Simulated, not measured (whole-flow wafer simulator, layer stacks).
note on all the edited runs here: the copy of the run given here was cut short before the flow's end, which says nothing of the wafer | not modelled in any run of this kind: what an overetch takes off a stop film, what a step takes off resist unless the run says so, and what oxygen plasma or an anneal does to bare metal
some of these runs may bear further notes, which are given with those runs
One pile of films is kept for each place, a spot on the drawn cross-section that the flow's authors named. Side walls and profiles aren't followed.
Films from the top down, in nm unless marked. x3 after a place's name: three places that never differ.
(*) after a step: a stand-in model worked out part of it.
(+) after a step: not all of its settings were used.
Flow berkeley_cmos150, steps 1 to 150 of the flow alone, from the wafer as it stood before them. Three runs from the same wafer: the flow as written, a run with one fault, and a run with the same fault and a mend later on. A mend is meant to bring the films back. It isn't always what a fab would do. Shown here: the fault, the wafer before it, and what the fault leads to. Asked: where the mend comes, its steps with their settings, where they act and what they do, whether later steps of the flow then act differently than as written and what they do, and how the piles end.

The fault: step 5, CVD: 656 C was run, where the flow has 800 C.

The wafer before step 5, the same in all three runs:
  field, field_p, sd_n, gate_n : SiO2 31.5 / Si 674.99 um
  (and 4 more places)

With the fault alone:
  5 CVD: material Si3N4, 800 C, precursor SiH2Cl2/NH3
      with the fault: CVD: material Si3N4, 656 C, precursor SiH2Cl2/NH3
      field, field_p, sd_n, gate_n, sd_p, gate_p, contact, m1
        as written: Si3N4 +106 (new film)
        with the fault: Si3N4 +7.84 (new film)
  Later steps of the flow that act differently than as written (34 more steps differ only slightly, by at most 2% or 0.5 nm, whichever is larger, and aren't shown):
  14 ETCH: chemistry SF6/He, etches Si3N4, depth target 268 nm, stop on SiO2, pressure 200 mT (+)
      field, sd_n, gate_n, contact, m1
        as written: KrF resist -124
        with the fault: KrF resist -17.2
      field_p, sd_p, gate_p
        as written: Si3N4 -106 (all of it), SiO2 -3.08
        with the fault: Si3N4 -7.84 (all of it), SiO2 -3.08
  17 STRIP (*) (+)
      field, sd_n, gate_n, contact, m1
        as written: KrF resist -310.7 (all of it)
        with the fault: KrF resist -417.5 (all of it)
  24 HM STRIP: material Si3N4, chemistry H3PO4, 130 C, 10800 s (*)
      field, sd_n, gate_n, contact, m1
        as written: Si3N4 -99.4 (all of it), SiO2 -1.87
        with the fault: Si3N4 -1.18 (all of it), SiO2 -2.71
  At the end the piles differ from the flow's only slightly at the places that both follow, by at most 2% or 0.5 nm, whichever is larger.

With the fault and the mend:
  The mend comes after step 6.
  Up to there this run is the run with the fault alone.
  6a CVD: material Si3N4, 800 C, precursor SiH2Cl2/NH3 (the flow's step 5 once more, with other settings that aren't printed)
      field, field_p, sd_n, gate_n, sd_p, gate_p, contact, m1
        Si3N4 +98.2
  No later step of the flow acts differently than as written, at any place that is followed, by more than 2% or 0.5 nm, whichever is larger.
  At the end the piles are the same as the flow's at every place that both follow.
